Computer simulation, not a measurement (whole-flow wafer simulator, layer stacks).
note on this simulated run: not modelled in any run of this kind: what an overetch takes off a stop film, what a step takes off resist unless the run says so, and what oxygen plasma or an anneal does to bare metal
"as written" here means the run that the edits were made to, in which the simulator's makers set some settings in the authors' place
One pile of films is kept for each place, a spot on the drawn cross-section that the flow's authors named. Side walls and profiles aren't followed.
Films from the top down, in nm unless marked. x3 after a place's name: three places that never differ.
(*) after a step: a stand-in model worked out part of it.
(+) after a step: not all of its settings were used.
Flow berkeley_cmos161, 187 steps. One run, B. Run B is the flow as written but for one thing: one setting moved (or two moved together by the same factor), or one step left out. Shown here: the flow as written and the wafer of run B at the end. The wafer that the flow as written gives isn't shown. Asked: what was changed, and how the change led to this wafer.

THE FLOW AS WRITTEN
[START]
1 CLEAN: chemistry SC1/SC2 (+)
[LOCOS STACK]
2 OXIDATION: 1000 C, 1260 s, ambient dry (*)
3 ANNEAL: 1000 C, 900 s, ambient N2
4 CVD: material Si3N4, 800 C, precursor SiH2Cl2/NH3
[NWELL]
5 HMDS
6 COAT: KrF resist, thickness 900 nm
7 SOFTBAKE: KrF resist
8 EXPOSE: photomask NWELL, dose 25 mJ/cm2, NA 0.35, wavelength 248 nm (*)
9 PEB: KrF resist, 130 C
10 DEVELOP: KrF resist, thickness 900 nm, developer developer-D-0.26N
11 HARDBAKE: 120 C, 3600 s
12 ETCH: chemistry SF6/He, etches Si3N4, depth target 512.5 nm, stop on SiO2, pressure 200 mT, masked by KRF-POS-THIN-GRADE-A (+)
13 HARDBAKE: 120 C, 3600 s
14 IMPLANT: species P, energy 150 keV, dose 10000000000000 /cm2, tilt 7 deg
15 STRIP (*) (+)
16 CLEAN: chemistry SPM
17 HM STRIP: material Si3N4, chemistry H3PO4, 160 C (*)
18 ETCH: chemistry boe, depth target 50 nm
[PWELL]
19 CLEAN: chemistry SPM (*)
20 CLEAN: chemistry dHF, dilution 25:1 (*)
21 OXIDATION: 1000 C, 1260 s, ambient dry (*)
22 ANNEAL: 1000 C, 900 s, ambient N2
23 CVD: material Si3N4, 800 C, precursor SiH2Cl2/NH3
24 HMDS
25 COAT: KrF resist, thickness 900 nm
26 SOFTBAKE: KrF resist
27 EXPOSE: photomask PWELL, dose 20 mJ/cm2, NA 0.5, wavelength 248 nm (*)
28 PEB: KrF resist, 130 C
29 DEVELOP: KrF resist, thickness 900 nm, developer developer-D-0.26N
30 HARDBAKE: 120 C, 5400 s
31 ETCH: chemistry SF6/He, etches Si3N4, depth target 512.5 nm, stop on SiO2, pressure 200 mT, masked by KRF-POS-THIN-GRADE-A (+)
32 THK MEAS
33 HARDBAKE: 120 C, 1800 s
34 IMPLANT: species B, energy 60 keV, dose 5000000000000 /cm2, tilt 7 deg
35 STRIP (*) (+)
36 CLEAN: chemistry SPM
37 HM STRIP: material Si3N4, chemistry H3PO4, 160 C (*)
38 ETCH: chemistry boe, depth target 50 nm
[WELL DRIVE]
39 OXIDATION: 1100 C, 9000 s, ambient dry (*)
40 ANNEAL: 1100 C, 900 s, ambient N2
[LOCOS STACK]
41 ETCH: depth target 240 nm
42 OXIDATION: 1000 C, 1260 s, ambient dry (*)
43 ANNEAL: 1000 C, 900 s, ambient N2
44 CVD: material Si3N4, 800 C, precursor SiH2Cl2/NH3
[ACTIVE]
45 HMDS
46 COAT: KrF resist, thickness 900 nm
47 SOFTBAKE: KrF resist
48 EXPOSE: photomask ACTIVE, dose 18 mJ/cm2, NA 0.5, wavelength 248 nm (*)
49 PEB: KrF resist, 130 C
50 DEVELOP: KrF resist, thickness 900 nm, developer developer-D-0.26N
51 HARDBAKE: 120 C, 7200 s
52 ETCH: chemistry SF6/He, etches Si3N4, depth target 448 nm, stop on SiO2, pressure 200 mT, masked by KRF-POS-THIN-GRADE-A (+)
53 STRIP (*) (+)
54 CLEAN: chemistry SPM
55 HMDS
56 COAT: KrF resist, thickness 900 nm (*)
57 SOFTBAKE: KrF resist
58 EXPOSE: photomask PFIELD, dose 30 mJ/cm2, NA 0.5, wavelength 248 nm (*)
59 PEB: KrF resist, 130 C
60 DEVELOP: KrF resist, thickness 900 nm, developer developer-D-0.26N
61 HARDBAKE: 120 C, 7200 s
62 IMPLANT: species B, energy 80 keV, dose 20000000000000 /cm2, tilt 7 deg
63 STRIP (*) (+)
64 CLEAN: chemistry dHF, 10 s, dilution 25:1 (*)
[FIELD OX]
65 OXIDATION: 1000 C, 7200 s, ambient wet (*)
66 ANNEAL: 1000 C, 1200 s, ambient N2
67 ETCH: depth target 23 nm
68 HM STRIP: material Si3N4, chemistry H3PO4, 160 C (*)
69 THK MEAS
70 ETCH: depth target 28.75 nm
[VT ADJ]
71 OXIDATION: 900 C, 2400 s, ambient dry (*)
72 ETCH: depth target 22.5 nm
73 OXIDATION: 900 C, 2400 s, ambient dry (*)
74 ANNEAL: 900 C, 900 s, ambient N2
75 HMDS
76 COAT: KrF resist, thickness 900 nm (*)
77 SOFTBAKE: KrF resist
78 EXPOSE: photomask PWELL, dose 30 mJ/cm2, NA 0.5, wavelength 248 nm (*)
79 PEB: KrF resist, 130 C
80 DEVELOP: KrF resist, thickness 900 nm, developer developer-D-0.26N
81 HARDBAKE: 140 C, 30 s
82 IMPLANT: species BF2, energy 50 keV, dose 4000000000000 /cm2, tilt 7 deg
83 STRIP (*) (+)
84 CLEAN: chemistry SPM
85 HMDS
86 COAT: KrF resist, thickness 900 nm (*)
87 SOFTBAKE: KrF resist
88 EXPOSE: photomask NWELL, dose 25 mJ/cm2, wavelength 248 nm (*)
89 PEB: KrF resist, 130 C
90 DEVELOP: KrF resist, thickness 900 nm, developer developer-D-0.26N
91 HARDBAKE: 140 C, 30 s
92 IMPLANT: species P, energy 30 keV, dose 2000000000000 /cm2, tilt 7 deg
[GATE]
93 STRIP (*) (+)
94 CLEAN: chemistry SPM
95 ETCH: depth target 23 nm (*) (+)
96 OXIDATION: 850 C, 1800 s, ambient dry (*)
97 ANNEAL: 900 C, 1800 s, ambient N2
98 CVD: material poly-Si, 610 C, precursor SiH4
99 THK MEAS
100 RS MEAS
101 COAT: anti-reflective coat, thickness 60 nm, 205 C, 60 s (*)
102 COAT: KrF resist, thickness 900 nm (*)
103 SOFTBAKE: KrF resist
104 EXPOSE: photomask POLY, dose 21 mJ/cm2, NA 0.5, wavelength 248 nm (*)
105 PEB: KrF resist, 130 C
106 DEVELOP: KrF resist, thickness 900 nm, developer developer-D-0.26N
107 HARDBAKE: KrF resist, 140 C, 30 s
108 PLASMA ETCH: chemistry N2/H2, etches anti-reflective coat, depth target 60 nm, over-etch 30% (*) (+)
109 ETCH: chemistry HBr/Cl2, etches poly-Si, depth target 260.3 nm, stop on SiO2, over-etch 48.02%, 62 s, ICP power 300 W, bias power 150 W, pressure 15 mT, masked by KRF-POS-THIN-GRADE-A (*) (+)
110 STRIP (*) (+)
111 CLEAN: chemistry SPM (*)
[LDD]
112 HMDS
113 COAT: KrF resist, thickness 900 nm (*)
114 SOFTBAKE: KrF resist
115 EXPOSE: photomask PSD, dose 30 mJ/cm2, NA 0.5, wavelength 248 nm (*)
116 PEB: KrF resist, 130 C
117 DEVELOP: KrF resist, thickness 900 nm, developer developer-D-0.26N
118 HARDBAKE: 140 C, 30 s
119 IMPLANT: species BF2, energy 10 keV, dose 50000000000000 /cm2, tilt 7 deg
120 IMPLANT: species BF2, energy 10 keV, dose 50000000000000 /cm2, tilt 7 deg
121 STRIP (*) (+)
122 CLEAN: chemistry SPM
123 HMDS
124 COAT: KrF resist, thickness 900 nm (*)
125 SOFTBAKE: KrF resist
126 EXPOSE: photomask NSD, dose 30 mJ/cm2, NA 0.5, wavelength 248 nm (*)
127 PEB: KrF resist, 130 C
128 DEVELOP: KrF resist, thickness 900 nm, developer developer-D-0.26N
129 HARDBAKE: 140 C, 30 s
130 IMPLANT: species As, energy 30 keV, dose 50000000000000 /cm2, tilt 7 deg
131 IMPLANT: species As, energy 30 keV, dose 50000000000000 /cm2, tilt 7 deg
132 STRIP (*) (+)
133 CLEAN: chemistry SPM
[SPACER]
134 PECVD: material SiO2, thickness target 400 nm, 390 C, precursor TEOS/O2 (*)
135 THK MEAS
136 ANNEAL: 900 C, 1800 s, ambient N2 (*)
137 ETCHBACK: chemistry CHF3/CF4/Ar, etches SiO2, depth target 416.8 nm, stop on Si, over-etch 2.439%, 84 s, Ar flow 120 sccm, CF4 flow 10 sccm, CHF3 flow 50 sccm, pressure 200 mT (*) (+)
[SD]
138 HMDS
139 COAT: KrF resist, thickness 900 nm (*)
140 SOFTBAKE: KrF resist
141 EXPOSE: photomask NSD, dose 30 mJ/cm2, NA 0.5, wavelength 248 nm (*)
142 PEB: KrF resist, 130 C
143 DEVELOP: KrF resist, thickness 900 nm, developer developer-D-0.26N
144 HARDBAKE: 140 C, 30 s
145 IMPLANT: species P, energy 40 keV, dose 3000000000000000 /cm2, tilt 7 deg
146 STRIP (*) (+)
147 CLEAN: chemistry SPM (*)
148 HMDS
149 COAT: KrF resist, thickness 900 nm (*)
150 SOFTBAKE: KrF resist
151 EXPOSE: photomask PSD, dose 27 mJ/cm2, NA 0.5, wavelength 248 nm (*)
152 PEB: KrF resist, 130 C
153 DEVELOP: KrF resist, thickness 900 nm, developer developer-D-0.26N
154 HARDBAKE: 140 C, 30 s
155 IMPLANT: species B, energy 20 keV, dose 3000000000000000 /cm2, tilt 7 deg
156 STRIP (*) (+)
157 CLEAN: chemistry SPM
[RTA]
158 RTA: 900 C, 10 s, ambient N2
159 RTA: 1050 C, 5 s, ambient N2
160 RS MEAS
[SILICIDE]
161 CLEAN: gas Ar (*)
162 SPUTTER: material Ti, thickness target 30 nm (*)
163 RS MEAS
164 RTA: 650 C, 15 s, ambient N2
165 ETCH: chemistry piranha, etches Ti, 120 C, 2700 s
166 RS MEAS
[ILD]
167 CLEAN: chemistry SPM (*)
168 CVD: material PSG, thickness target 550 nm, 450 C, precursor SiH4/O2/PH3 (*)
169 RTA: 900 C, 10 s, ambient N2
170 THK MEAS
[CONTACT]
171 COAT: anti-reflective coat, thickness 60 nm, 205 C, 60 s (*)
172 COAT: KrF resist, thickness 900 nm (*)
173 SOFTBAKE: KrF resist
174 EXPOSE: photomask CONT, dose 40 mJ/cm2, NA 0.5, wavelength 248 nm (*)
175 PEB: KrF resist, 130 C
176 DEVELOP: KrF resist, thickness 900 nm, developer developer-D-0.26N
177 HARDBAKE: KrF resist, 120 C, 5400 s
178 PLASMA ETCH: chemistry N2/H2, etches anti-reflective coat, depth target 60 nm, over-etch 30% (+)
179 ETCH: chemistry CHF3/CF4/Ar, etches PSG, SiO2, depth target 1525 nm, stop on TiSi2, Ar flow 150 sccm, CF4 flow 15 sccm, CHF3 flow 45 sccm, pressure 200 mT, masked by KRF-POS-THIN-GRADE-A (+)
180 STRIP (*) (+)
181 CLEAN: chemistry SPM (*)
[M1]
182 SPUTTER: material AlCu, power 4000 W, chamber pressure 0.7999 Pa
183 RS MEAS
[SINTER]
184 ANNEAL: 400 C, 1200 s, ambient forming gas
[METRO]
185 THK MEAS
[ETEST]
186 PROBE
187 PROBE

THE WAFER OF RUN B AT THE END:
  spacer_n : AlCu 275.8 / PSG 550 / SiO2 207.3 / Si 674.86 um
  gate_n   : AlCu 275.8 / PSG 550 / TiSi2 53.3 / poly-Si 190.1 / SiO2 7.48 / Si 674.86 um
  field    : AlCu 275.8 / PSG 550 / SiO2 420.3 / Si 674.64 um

The cause: step 72, ETCH: depth target 10.6 nm was run, where the flow has depth target 22.5 nm.

How the change led to this, step by step:
  72 ETCH: depth target 22.5 nm
      sd_n, spacer_n, gate_n, sd_p, spacer_p, gate_p, contact, m1: SiO2 -10.6 (as written it would be: SiO2 -14.9 (all of it))
      field: SiO2 -10.6 (as written it would be: SiO2 -22.5)
  73 OXIDATION: 900 C, 2400 s, ambient dry (*)
      spacer_n, gate_n, spacer_p, gate_p, contact, m1: SiO2 +11.7, Si -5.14 (as written it would be: SiO2 +14.9 (new film), Si -6.57)
      sd_n, sd_p: SiO2 +11.7, Si -5.13 (as written it would be: SiO2 +14.9 (new film), Si -6.57)
  95 ETCH: depth target 23 nm (*) (+)
      sd_n, spacer_n, gate_n, sd_p, spacer_p, gate_p, contact, m1: SiO2 -16 (all of it) (as written it would be: SiO2 -14.9 (all of it))
  101 COAT: anti-reflective coat, thickness 60 nm, 205 C, 60 s (*)
      sd_n: anti-reflective coat +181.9 (new film) (as written it would be: anti-reflective coat +173.5 (new film))
      spacer_n: anti-reflective coat +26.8 (new film) (as written it would be: anti-reflective coat +28.7 (new film))
      (and at 4 more places)
  108 PLASMA ETCH: chemistry N2/H2, etches anti-reflective coat, depth target 60 nm, over-etch 30% (*) (+)
      sd_n: anti-reflective coat -181.9 (all of it), poly-Si -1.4 (as written it would be: anti-reflective coat -173.5 (all of it), poly-Si -1.33)
      spacer_n: anti-reflective coat -26.8 (all of it), poly-Si -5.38 (as written it would be: anti-reflective coat -28.7 (all of it), poly-Si -5.05)
      (and at 2 more places)
  110 STRIP (*) (+)
      gate_n: chemical SiO2 +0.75 (new film), KrF resist -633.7 (all of it), anti-reflective coat -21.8 (all of it), poly-Si -0.33 (as written it would be: chemical SiO2 +0.75 (new film), KrF resist -626.8 (all of it), anti-reflective coat -23.7 (all of it), poly-Si -0.33)
      gate_p: chemical SiO2 +0.75 (new film), KrF resist -602.3 (all of it), anti-reflective coat -26.9 (all of it), poly-Si -0.33 (as written it would be: chemical SiO2 +0.75 (new film), KrF resist -598.2 (all of it), anti-reflective coat -27.9 (all of it), poly-Si -0.33)
  171 COAT: anti-reflective coat, thickness 60 nm, 205 C, 60 s (*)
      sd_n: anti-reflective coat +158.3 (new film) (as written it would be: anti-reflective coat +149.7 (new film))
      m1: anti-reflective coat +100.4 (new film) (as written it would be: anti-reflective coat +97.8 (new film))
  180 STRIP (*) (+)
      sd_n: KrF resist -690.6 (all of it), anti-reflective coat -158.3 (all of it) (as written it would be: KrF resist -692.5 (all of it), anti-reflective coat -149.7 (all of it))
      m1: KrF resist -743.6 (all of it), anti-reflective coat -100.4 (all of it) (as written it would be: KrF resist -739.9 (all of it), anti-reflective coat -97.8 (all of it))
